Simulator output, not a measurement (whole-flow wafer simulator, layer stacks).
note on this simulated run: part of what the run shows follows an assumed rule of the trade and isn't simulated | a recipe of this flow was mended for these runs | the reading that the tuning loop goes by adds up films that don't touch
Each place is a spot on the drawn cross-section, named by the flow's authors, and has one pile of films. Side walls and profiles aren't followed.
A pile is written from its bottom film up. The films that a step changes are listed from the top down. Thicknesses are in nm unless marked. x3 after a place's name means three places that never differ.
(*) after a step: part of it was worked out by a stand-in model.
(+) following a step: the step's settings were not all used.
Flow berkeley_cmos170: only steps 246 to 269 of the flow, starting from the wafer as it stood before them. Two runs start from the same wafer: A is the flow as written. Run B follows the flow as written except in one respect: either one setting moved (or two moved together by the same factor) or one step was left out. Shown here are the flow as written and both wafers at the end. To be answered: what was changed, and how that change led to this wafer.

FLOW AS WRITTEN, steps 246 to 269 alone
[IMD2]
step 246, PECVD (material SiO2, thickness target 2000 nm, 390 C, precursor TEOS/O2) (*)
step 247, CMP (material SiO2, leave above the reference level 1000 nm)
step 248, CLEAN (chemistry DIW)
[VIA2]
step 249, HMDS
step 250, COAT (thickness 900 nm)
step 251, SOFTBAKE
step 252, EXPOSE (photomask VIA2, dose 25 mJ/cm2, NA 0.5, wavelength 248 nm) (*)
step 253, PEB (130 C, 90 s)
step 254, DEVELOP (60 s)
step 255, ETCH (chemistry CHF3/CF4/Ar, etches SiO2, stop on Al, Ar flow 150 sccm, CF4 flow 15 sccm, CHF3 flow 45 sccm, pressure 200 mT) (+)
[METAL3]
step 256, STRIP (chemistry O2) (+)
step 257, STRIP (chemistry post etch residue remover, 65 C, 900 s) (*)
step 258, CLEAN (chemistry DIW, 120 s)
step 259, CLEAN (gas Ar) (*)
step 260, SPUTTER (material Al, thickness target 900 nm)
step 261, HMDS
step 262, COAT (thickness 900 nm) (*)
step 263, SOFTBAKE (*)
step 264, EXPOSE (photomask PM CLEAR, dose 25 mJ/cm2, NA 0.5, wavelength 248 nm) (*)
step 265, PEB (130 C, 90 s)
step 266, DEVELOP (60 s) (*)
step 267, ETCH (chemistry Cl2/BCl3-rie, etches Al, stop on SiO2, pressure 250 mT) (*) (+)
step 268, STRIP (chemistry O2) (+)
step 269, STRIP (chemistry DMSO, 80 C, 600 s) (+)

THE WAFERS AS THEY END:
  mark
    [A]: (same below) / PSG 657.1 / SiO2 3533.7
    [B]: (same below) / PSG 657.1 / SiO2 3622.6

What caused this: step 246, PECVD: thickness target 2600 nm was run, while the flow as written has thickness target 2000 nm.

How this came from the change, step by step:
  step 246, PECVD (material SiO2, thickness target 2000 nm, 390 C, precursor TEOS/O2) (*)
      field, mark, sd_n, spacer_n, gate_n, sd_p, spacer_p, gate_p: A SiO2 gains 2000 | B SiO2 gains 2600
      contact, m1, m2, via2: A SiO2 gains 2000 (new film) | B SiO2 gains 2600 (new film)
      (as well as at 1 more place)
  step 247, CMP (material SiO2, leave above the reference level 1000 nm)
      mark: A nothing | B SiO2 loses 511
      field, sd_n, spacer_n, gate_n, sd_p, spacer_p, gate_p: A SiO2 loses 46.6 | B SiO2 loses 646.6
      (as well as at 5 more places)
